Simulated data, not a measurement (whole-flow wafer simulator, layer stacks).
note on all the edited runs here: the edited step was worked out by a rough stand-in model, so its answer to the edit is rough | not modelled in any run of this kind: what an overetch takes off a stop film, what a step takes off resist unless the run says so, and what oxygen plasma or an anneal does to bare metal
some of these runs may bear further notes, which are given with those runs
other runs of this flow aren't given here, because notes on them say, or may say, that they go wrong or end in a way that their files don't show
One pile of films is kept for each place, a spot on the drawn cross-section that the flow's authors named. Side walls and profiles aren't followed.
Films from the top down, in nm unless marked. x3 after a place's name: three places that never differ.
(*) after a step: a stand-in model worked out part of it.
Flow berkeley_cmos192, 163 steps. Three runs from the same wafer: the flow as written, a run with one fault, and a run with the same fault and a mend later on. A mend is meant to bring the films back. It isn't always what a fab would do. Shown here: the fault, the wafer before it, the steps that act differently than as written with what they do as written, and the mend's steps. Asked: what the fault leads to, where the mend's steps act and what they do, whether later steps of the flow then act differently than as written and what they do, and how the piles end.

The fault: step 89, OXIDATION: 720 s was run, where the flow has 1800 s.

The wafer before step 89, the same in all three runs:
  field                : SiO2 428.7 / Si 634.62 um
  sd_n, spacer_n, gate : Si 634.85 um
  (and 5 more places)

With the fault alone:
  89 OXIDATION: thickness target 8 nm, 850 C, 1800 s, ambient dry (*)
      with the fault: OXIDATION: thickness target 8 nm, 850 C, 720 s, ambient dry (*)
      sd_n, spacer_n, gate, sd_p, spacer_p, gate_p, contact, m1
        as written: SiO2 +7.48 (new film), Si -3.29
        with the fault: SiO2 +4.56 (new film), Si -2.01
  No later step of the flow acts differently than as written, at any place that is followed, by more than 2% or 0.5 nm, whichever is larger.
  At the end the piles differ from the flow's by more than 2% or 0.5 nm, whichever is larger, at gate, gate_p.
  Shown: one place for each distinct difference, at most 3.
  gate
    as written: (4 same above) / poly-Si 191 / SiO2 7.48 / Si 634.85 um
    with the fault: (4 same above) / poly-Si 191 / SiO2 4.56 / Si 634.85 um

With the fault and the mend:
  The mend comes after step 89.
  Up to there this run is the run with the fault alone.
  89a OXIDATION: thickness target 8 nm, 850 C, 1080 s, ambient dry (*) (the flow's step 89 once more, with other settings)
      sd_n, spacer_n, gate, sd_p, spacer_p, gate_p, contact, m1
        SiO2 +2.92, Si -1.28
      field
        SiO2 +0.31, Si -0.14
  No later step of the flow acts differently than as written at any place that is followed.
  At the end the piles are the same as the flow's at every place that both follow.
